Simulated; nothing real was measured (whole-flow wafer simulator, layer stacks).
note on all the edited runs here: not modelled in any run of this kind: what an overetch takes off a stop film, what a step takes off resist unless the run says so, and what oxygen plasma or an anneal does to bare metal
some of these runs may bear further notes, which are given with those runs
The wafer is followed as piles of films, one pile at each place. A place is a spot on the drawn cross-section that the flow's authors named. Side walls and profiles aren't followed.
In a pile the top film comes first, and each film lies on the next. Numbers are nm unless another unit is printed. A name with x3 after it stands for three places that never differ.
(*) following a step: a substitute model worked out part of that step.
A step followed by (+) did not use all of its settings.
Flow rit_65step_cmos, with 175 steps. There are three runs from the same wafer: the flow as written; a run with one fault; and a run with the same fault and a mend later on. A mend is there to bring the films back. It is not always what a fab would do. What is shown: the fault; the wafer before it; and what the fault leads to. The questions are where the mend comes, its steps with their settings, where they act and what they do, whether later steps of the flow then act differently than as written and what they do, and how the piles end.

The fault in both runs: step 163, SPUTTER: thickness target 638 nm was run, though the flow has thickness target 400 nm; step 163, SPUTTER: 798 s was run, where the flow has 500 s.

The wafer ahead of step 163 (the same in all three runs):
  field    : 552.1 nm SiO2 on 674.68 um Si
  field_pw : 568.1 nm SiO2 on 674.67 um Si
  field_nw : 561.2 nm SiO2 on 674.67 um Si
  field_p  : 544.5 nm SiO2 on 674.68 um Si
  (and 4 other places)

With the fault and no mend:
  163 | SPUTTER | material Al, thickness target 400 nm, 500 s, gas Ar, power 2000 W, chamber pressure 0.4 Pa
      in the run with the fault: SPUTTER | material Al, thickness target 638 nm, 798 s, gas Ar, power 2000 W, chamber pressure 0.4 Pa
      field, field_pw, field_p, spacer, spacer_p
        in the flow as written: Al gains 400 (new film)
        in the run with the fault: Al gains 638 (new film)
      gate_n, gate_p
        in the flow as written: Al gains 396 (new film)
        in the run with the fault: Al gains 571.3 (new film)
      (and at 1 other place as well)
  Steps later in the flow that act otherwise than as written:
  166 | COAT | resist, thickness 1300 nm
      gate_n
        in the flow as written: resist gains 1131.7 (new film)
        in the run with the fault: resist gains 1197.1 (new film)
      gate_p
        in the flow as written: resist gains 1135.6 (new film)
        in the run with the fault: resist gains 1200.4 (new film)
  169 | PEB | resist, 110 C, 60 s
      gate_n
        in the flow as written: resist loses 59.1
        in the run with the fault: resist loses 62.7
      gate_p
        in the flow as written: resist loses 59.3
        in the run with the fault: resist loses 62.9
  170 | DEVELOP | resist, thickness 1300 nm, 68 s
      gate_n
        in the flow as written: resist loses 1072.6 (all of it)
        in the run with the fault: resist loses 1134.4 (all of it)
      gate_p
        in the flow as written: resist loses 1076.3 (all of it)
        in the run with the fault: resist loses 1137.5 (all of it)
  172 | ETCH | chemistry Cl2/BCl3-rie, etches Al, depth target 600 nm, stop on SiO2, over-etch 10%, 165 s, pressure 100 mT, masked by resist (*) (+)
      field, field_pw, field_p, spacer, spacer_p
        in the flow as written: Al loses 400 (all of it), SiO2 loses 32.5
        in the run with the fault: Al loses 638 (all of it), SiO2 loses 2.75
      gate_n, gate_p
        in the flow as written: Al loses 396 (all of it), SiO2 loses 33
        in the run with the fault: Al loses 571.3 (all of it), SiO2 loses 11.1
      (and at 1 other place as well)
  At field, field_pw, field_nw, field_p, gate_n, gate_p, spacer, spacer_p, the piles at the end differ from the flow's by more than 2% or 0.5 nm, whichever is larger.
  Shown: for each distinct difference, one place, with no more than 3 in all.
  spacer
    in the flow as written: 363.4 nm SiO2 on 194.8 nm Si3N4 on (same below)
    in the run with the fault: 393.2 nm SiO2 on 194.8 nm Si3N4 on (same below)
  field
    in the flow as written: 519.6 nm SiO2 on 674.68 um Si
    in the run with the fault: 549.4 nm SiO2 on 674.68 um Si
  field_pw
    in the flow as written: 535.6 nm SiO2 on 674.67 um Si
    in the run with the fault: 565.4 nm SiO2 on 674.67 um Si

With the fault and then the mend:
  After step 164 comes the mend.
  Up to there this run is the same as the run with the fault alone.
  164a | ETCH | chemistry al pan, depth target 722.5 nm
      field, field_pw, field_nw, field_p, spacer, spacer_p
        Al loses 638 (all of it)
      gate_n, gate_p
        Al loses 571.3 (all of it)
  164b | SPUTTER | material Al, thickness target 400 nm, 500 s, gas Ar, power 2000 W, chamber pressure 0.4 Pa (the flow's step 163, run once more)
      field, field_pw, field_p, spacer, spacer_p
        Al gains 400 (new film)
      gate_n, gate_p
        Al gains 396 (new film)
      field_nw
        Al gains 397.2 (new film)
  Later steps of the flow that are run all act as written at every place that is followed.
  At every place that both follow, the piles at the end match the flow's.
